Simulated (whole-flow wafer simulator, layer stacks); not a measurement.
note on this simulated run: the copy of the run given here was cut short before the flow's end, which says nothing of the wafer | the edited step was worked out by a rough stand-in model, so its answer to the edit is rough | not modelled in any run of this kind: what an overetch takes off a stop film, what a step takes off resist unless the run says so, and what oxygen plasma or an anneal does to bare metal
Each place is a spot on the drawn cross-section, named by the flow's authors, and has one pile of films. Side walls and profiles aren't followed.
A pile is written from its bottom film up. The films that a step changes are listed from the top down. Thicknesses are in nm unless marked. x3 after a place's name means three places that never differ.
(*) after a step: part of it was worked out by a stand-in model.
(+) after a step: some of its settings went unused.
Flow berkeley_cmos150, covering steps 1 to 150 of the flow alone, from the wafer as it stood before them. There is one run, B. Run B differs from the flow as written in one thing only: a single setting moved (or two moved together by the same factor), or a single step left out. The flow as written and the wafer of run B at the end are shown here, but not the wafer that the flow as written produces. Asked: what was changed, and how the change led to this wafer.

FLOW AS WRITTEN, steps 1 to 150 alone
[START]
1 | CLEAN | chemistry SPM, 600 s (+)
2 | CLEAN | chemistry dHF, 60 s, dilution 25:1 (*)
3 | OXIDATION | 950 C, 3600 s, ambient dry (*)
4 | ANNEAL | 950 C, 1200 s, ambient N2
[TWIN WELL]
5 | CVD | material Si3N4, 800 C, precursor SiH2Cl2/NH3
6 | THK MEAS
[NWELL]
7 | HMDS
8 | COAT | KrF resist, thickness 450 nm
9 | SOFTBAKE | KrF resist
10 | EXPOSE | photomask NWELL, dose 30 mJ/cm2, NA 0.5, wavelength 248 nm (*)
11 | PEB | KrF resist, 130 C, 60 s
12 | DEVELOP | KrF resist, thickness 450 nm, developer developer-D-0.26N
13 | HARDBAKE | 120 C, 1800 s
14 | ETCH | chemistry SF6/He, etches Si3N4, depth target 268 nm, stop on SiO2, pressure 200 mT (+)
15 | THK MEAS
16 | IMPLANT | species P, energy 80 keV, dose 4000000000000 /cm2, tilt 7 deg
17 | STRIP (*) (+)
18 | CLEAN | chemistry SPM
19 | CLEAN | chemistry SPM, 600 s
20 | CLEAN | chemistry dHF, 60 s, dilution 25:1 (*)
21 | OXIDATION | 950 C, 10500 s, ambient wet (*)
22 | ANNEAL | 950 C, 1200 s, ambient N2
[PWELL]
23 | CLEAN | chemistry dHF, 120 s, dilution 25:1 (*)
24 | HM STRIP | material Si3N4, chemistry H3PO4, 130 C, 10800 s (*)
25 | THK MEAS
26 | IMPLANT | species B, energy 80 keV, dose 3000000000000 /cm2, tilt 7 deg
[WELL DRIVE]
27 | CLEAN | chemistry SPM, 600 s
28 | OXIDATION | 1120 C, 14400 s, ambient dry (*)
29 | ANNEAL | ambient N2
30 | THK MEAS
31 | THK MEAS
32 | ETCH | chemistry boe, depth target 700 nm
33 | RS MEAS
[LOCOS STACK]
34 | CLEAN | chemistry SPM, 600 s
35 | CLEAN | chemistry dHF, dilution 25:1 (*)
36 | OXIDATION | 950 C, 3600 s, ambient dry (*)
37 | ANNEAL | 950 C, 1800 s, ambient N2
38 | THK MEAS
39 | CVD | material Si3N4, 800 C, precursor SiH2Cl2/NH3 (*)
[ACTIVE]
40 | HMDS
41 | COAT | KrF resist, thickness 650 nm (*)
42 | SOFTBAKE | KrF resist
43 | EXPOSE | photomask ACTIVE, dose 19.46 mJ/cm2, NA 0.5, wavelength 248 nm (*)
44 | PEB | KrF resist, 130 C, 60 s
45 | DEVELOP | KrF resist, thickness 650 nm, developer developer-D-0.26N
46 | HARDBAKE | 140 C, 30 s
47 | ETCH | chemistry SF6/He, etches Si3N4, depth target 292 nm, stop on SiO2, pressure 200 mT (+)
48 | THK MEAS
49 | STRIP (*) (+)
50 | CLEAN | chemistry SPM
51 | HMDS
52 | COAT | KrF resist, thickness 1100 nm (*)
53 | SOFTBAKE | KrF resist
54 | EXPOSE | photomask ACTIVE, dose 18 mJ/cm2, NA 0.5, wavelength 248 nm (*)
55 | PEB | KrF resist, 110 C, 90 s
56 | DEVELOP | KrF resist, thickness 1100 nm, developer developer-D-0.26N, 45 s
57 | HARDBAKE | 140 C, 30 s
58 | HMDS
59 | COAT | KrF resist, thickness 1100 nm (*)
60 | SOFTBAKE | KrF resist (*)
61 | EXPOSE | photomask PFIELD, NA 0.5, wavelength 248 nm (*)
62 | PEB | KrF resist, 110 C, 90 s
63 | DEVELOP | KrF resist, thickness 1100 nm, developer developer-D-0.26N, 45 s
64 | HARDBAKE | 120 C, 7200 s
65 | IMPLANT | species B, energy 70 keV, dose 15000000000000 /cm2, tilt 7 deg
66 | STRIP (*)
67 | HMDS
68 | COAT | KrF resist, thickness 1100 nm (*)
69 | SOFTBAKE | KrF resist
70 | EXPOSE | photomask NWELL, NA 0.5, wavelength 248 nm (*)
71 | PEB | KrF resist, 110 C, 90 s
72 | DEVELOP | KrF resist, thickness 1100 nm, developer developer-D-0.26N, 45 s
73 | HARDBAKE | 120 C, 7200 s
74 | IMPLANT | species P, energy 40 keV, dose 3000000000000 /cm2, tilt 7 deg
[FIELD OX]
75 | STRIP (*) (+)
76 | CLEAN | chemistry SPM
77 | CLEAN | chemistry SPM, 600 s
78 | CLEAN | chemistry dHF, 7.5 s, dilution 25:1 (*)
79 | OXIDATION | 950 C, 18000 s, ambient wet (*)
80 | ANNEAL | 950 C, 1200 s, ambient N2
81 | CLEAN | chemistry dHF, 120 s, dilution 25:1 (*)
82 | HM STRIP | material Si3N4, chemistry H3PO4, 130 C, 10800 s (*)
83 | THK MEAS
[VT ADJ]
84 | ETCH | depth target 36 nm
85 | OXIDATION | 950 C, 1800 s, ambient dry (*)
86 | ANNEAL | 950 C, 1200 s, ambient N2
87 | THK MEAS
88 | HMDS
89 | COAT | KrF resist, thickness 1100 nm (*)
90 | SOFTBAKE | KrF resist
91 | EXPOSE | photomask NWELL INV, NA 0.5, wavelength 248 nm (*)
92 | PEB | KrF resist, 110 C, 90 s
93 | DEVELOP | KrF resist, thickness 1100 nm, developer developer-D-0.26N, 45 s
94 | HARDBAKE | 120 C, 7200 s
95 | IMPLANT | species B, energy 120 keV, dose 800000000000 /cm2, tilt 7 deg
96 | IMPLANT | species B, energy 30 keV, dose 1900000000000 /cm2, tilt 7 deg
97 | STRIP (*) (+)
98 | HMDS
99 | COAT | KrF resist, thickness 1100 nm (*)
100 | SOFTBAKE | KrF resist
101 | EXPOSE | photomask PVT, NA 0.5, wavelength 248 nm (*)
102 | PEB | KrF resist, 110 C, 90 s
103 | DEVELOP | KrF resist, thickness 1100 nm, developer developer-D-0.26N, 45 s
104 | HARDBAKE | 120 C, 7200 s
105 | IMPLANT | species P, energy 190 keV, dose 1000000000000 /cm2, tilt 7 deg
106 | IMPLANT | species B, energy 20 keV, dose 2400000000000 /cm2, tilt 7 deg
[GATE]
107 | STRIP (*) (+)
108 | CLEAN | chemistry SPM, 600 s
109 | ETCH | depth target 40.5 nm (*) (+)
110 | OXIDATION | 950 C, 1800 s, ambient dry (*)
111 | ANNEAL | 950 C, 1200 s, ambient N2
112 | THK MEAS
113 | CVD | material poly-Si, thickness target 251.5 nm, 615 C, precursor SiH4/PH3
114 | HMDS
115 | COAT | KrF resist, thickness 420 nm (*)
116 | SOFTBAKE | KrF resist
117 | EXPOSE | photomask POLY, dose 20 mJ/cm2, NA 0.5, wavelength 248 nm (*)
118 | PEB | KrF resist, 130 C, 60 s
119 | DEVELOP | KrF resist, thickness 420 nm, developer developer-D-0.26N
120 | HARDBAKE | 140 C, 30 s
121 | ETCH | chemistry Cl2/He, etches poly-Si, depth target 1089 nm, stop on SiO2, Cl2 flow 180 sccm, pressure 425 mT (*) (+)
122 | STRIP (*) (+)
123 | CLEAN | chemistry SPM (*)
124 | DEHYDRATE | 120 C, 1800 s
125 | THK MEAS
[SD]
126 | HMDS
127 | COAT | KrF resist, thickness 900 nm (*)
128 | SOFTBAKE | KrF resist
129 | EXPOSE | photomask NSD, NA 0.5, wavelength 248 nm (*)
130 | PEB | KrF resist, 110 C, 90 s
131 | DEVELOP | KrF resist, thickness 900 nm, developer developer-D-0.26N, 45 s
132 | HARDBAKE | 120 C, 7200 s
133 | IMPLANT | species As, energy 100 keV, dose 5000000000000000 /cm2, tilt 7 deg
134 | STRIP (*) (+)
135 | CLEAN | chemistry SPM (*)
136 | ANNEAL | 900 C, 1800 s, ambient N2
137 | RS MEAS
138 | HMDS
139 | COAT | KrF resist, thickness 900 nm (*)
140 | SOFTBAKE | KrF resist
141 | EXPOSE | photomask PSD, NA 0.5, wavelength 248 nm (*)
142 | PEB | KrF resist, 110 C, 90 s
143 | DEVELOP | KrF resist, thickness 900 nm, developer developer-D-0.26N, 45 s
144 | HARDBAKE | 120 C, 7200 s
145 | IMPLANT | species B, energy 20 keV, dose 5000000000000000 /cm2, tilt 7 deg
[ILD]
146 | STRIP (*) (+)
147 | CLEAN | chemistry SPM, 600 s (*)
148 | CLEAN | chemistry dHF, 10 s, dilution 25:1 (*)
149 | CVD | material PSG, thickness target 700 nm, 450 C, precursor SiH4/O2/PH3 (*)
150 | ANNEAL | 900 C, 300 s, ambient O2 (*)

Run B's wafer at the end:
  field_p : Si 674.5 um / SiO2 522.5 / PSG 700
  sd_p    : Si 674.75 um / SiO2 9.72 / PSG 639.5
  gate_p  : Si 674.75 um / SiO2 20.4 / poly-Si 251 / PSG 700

The reason: step 21, OXIDATION: 6825 s was run, whereas the flow has 10500 s.

The path from the change to this, step by step:
  21 | OXIDATION | 950 C, 10500 s, ambient wet (*)
      field, sd_n, gate_n, contact, m1: SiO2 gains 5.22 (new film), Si3N4 loses 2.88 (as written it would have been: SiO2 gains 7.45 (new film), Si3N4 loses 4.11)
      field_p, sd_p, gate_p: SiO2 gains 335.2, Si loses 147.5 (as written it would have been: SiO2 gains 461.2, Si loses 202.9)
  23 | CLEAN | chemistry dHF, 120 s, dilution 25:1 (*)
      field, sd_n, gate_n, contact, m1: SiO2 loses 5.22 (all of it), Si3N4 loses 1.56 (as written it would have been: SiO2 loses 7.45 (all of it), Si3N4 loses 1.36)
  28 | OXIDATION | 1120 C, 14400 s, ambient dry (*)
      field_p, sd_p, gate_p: SiO2 gains 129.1, Si loses 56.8 (as written it would have been: SiO2 gains 103.6, Si loses 45.6)
  32 | ETCH | chemistry boe, depth target 700 nm
      field_p, sd_p, gate_p: SiO2 loses 455 (all of it) (as written it would have been: SiO2 loses 555.5 (all of it))
  41 | COAT | KrF resist, thickness 650 nm (*)
      field: KrF resist gains 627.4 (new film) (as written it would have been: KrF resist gains 646.4 (new film))
      field_p: KrF resist gains 693.7 (new film) (as written it would have been: KrF resist gains 715.2 (new film))
      (also at 1 further place)
  45 | DEVELOP | KrF resist, thickness 650 nm, developer developer-D-0.26N
      field: KrF resist loses 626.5 (all of it) (as written it would have been: KrF resist loses 645.4 (all of it))
      field_p: KrF resist loses 692.6 (all of it) (as written it would have been: KrF resist loses 714.1 (all of it))
  46 | HARDBAKE | 140 C, 30 s
      sd_p: KrF resist loses 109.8 (as written it would have been: KrF resist loses 112.2)
  49 | STRIP (*) (+)
      sd_p: KrF resist loses 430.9 (all of it) (as written it would have been: KrF resist loses 442.9 (all of it))
      gate_p: KrF resist loses 428.4 (all of it) (as written it would have been: KrF resist loses 439.2 (all of it))
  52 | COAT | KrF resist, thickness 1100 nm (*)
      field_p: KrF resist gains 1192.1 (new film) (as written it would have been: KrF resist gains 1219.5 (new film))
  56 | DEVELOP | KrF resist, thickness 1100 nm, developer developer-D-0.26N, 45 s
      field_p: KrF resist loses 1183.8 (all of it) (as written it would have been: KrF resist loses 1211 (all of it))
  57 | HARDBAKE | 140 C, 30 s
      sd_p: KrF resist loses 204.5 (as written it would have been: KrF resist loses 208.8)
  59 | COAT | KrF resist, thickness 1100 nm (*)
      field_p: KrF resist gains 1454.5 (new film) (as written it would have been: KrF resist gains 1484.3 (new film))
  64 | HARDBAKE | 120 C, 7200 s
      field_p: KrF resist loses 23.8 (as written it would have been: KrF resist loses 24.4)
  66 | STRIP (*)
      field_p: KrF resist loses 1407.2 (all of it) (as written it would have been: KrF resist loses 1436.3 (all of it))
  68 | COAT | KrF resist, thickness 1100 nm (*)
      field_p: KrF resist gains 1192.1 (new film) (as written it would have been: KrF resist gains 1219.5 (new film))
  72 | DEVELOP | KrF resist, thickness 1100 nm, developer developer-D-0.26N, 45 s
      field_p: KrF resist loses 1183.8 (all of it) (as written it would have been: KrF resist loses 1211 (all of it))
  ... 12 other steps ...
  146 | STRIP (*) (+)
      field_p: KrF resist loses 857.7 (all of it) (as written it would have been: KrF resist loses 882.7 (all of it))
